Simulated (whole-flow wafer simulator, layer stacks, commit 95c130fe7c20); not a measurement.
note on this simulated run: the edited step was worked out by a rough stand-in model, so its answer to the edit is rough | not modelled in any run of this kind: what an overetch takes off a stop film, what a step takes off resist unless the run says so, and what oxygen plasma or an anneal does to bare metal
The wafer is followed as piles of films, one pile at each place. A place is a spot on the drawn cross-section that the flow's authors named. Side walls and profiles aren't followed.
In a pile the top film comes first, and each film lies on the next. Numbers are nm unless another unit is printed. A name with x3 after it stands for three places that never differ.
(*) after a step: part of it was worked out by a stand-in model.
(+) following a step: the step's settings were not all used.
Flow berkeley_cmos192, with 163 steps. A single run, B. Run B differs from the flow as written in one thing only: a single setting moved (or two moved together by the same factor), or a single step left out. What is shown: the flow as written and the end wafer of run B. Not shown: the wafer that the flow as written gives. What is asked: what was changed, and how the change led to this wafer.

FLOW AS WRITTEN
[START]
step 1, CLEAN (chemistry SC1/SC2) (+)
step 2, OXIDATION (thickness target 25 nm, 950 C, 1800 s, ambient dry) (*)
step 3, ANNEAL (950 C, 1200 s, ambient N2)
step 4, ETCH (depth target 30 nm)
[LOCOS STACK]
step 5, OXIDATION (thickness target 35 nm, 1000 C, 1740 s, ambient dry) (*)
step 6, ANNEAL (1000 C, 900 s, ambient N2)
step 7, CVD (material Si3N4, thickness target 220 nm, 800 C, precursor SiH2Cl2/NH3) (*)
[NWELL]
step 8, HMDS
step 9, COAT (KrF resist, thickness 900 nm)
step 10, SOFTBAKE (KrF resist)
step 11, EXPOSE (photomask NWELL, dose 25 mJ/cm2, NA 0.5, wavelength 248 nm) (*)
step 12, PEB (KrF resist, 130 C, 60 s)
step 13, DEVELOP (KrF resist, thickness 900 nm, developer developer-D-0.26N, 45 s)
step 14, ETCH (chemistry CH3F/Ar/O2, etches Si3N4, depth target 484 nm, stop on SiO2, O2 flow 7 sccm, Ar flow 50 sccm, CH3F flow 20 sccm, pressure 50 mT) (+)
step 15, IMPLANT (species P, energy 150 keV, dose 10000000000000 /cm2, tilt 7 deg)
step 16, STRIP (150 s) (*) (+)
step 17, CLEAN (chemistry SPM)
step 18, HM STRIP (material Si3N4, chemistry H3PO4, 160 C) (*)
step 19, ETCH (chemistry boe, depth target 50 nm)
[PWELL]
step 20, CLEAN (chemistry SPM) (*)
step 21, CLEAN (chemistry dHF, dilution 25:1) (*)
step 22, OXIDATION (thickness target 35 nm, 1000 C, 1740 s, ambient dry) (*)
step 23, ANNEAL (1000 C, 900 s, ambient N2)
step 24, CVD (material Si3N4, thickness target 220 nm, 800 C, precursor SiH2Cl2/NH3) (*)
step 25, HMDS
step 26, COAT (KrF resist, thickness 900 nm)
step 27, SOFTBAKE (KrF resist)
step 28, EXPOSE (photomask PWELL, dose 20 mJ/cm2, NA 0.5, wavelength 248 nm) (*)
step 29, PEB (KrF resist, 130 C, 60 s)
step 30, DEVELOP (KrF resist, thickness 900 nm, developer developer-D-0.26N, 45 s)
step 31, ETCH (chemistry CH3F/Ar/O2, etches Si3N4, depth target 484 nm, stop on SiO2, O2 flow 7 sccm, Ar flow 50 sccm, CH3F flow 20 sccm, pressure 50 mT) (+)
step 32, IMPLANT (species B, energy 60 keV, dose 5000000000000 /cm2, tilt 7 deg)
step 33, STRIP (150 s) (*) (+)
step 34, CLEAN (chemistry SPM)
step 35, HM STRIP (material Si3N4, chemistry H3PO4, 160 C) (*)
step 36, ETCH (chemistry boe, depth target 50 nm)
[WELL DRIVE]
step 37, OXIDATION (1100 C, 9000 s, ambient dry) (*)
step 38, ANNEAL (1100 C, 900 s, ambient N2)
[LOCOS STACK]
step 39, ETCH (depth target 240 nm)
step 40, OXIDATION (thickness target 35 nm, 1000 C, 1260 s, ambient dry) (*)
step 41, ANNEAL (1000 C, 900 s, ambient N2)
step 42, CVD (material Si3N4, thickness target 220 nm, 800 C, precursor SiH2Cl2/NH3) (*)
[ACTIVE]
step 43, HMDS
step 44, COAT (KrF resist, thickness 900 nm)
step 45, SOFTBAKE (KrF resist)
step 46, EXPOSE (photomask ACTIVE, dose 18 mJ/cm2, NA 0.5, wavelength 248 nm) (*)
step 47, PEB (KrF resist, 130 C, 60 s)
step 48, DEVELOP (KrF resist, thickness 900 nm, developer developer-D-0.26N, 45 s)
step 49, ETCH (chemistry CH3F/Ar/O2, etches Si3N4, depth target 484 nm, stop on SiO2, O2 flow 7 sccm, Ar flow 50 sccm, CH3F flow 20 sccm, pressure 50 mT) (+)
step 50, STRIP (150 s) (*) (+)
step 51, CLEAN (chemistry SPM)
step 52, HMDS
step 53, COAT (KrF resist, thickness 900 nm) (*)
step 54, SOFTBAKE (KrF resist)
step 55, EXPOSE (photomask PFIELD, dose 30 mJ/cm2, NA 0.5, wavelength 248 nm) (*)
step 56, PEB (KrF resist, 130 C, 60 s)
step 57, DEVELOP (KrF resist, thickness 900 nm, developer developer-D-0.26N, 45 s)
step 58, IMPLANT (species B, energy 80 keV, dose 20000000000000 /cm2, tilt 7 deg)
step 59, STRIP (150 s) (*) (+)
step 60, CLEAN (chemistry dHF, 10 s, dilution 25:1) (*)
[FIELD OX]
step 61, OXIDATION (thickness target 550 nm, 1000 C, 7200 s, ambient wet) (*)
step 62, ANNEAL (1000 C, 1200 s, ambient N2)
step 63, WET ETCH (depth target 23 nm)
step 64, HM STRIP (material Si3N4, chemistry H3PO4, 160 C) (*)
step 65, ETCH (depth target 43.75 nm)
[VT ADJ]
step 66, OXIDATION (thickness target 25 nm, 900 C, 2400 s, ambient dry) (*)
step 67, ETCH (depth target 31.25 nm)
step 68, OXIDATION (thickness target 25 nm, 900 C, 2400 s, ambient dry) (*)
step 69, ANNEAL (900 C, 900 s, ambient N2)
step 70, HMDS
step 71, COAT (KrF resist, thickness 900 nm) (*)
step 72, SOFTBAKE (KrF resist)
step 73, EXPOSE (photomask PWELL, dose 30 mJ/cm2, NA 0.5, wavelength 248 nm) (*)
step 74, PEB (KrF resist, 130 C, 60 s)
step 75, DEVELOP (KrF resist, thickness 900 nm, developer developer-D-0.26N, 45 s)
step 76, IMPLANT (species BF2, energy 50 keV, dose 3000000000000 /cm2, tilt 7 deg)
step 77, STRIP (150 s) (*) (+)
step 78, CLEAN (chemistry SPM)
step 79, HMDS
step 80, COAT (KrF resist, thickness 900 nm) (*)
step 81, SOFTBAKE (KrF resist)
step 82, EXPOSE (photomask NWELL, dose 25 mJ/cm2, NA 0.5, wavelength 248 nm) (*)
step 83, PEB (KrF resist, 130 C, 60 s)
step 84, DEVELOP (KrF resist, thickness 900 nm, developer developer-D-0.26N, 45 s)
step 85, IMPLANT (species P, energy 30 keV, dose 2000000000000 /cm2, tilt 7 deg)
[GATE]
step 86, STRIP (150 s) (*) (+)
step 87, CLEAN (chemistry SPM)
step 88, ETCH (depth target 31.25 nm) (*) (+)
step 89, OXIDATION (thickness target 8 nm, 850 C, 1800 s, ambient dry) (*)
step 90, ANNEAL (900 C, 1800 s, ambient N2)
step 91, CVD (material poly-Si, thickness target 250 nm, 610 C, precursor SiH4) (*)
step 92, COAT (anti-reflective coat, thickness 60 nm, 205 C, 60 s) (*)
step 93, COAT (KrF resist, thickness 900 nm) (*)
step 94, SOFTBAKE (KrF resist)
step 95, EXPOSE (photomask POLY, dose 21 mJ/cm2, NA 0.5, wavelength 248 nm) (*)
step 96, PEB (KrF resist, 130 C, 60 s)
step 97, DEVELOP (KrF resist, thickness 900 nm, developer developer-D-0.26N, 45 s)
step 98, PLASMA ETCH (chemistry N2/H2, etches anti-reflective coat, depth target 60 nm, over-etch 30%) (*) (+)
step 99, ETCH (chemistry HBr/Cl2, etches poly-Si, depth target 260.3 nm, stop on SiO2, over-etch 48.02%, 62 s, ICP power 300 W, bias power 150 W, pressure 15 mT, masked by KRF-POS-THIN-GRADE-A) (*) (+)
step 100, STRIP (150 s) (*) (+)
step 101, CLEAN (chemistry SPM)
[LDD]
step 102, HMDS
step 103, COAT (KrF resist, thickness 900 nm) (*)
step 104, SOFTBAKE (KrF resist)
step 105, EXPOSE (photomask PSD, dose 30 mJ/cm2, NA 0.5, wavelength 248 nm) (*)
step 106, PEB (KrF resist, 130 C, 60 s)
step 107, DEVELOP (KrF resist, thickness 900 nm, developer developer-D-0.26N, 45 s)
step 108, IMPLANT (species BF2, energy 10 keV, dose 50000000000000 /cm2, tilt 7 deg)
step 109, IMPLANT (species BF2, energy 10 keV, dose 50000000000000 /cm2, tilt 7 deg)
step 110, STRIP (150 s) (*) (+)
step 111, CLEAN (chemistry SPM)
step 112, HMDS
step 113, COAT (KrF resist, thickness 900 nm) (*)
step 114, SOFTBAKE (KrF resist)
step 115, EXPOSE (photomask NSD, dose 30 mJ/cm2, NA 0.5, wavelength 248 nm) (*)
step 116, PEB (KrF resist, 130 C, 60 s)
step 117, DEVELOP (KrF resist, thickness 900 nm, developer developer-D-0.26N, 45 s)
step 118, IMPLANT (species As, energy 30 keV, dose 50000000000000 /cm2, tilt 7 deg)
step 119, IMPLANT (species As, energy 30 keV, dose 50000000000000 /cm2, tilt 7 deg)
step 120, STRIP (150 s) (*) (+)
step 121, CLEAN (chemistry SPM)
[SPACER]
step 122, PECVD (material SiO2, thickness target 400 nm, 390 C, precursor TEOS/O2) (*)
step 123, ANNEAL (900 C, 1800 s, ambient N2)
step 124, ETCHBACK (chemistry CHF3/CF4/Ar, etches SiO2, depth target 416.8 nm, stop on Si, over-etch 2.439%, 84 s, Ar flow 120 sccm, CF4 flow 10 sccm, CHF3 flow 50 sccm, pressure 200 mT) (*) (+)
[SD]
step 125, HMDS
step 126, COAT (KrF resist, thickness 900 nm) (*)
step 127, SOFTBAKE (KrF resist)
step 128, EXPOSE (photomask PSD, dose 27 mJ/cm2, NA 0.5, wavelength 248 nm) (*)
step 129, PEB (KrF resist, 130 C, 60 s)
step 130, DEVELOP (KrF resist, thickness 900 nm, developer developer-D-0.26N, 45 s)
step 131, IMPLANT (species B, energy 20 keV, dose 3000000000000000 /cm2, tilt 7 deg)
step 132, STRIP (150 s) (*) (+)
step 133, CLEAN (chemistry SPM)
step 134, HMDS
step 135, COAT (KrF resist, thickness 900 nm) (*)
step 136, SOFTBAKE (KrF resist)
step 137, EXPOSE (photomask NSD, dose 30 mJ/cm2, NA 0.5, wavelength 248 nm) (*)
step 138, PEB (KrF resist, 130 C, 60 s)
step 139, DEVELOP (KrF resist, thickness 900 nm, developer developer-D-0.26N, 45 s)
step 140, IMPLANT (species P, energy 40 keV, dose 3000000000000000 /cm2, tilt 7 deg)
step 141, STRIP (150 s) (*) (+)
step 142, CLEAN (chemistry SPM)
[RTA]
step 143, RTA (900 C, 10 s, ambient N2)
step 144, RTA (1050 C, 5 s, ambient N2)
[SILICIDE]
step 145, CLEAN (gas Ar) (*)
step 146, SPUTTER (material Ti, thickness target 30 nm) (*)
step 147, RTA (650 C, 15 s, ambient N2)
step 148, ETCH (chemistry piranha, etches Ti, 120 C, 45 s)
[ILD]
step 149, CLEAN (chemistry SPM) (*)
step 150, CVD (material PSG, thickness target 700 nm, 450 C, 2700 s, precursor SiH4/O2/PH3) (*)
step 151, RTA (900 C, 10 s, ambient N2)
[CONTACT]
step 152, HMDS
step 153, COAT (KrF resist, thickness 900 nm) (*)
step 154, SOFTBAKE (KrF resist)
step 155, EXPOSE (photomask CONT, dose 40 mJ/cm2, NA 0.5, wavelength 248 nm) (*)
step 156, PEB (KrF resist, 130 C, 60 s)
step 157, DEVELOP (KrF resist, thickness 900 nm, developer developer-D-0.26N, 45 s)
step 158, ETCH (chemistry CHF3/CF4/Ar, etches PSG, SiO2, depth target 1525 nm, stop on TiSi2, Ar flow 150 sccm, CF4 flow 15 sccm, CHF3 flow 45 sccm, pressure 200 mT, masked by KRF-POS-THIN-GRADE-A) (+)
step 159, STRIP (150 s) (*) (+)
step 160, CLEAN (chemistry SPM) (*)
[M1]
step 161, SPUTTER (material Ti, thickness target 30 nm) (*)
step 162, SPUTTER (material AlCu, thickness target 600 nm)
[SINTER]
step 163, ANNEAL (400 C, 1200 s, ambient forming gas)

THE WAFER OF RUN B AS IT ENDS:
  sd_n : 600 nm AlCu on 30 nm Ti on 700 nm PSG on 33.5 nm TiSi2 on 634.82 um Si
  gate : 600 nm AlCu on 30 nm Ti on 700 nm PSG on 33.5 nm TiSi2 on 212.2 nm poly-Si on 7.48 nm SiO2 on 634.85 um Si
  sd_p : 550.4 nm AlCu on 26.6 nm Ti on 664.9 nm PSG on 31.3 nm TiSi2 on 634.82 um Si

Cause: step 146, SPUTTER: thickness target 18 nm was run, though the flow has thickness target 30 nm.

The path from the change to this, step by step:
  step 146, SPUTTER (material Ti, thickness target 30 nm) (*)
      field, sd_n, spacer_n, gate, spacer_p, gate_p, contact, m1: Ti gains 18 (new film) (as written it would have been: Ti gains 30 (new film))
      sd_p: Ti gains 16.8 (new film) (as written it would have been: Ti gains 28 (new film))
  step 147, RTA (650 C, 15 s, ambient N2)
      sd_n, contact, m1: Ti loses 14, TiSi2 C49 gains 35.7 (new film), Si loses 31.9 (as written it would have been: Ti loses 23.4, TiSi first gains 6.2 (new film), TiSi2 C49 gains 50.3 (new film), Si loses 49)
      gate, gate_p: Ti loses 14, TiSi2 C49 gains 35.7 (new film), poly-Si loses 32 (as written it would have been: Ti loses 23.4, TiSi first gains 6.2 (new film), TiSi2 C49 gains 50.3 (new film), poly-Si loses 49.2)
      (also at 1 further place)
  step 148, ETCH (chemistry piranha, etches Ti, 120 C, 45 s)
      sd_n, gate, gate_p, contact, m1: Ti loses 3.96 (all of it), TiSi2 C49 loses 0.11 (as written it would have been: Ti loses 6.6 (all of it), TiSi first loses 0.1)
      sd_p: Ti loses 3.7 (all of it), TiSi2 C49 loses 0.11 (as written it would have been: Ti loses 6.17 (all of it), TiSi first loses 0.1)
      (also at 3 further places)
  step 151, RTA (900 C, 10 s, ambient N2)
      sd_n, contact, m1: under 1 film: TiSi2 gains 33.5 (new film), TiSi2 C49 loses 35.6 (all of it) (as written it would have been: under 1 film: TiSi2 gains 55.9 (new film), TiSi first loses 6.09 (all of it), TiSi2 C49 loses 50.3 (all of it), Si loses 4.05)
      gate, gate_p: under 1 film: TiSi2 gains 33.5 (new film), TiSi2 C49 loses 35.6 (all of it) (as written it would have been: under 1 film: TiSi2 gains 55.9 (new film), TiSi first loses 6.09 (all of it), TiSi2 C49 loses 50.3 (all of it), poly-Si loses 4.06)
      (also at 1 further place)
